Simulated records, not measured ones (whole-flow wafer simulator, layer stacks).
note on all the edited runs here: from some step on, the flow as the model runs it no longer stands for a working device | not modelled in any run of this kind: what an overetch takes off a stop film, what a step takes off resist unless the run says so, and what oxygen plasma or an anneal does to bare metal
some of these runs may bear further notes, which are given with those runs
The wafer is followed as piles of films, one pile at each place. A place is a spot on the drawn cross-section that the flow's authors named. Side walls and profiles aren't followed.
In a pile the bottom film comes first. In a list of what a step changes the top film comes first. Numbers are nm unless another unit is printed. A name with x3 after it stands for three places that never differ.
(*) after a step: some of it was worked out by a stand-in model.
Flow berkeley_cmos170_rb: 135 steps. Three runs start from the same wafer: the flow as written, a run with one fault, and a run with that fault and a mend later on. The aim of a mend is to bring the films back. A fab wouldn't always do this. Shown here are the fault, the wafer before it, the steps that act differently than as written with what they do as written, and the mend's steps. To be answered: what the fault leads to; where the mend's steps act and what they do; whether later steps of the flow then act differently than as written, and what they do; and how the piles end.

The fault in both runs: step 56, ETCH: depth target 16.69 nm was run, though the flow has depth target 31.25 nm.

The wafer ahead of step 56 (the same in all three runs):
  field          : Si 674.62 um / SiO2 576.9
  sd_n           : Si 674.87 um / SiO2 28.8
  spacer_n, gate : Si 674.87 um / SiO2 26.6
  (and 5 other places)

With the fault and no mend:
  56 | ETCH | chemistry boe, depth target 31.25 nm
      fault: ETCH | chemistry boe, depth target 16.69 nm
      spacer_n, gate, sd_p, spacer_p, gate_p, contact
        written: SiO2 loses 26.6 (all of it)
        fault: SiO2 loses 16.7
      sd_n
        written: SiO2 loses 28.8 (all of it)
        fault: SiO2 loses 16.7
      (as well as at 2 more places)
  Steps further on in the flow that do not act as written (31 other steps are not shown; they differ only slightly, by no more than 2% or 0.5 nm, whichever is larger):
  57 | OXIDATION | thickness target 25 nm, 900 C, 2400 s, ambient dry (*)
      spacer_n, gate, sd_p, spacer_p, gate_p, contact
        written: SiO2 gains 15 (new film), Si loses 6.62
        fault: SiO2 gains 12.1, Si loses 5.31
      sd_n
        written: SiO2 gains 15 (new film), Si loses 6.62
        fault: SiO2 gains 11.6, Si loses 5.12
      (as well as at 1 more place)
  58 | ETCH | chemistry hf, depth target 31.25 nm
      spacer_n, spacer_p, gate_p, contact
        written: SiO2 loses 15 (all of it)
        fault: SiO2 loses 21.9 (all of it)
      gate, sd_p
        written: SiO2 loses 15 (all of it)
        fault: SiO2 loses 22 (all of it)
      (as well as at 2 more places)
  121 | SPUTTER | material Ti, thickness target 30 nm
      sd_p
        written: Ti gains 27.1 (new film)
        fault: Ti gains 25.4 (new film)
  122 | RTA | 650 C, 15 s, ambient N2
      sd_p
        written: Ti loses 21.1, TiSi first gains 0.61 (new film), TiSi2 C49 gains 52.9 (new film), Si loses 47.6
        fault: Ti loses 19.8, TiSi2 C49 gains 50.3 (new film), Si loses 44.9
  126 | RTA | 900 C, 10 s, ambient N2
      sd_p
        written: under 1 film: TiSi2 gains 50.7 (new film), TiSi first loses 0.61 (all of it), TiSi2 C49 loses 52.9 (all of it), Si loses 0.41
        fault: under 1 film: TiSi2 gains 47.4 (new film), TiSi2 C49 loses 50.3 (all of it)
  By the end, the piles at sd_p depart from the flow's by more than 2% or 0.5 nm, whichever is larger.
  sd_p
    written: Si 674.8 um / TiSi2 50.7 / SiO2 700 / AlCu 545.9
    fault: Si 674.81 um / TiSi2 47.4 / SiO2 700 / AlCu 541.4

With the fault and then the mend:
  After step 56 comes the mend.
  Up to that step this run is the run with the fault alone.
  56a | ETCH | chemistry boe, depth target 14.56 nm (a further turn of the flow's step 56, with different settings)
      spacer_n, spacer_p, gate_p, contact
        SiO2 loses 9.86 (all of it)
      gate, sd_p
        SiO2 loses 9.94 (all of it)
      field
        SiO2 loses 14.6
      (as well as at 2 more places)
  Every later step of the flow that is run acts as written, at every place that is followed, to within 2% or 0.5 nm, whichever is larger.
  The piles end the same as the flow's at every place that both follow.
